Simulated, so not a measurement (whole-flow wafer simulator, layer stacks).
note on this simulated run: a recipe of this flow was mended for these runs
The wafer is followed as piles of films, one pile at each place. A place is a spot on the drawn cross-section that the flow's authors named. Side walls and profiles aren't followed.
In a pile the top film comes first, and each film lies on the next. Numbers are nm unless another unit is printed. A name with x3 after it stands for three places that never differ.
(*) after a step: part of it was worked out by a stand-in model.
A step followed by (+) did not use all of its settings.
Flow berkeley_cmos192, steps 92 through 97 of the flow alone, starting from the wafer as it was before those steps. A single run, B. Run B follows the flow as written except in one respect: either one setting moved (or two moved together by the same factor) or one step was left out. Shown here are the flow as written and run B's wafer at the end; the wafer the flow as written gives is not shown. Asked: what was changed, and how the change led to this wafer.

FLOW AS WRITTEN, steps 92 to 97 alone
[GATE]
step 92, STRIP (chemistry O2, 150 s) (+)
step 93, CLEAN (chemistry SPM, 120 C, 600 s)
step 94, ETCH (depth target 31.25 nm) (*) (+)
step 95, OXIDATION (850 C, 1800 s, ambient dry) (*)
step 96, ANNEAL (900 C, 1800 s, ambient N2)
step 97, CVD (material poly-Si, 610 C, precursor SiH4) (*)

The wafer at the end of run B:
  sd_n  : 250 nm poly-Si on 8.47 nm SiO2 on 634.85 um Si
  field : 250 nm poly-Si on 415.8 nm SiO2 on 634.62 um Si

What caused this: step 95, OXIDATION: 862 C was run, whereas the flow has 850 C.

Step by step, how the change led to this:
  step 95, OXIDATION (850 C, 1800 s, ambient dry) (*)
      sd_n, spacer_n, gate, sd_p, spacer_p x2, contact, m1: +8.47 SiO2 (new film), -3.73 Si (as written it would have been: +7.48 SiO2 (new film), -3.29 Si)
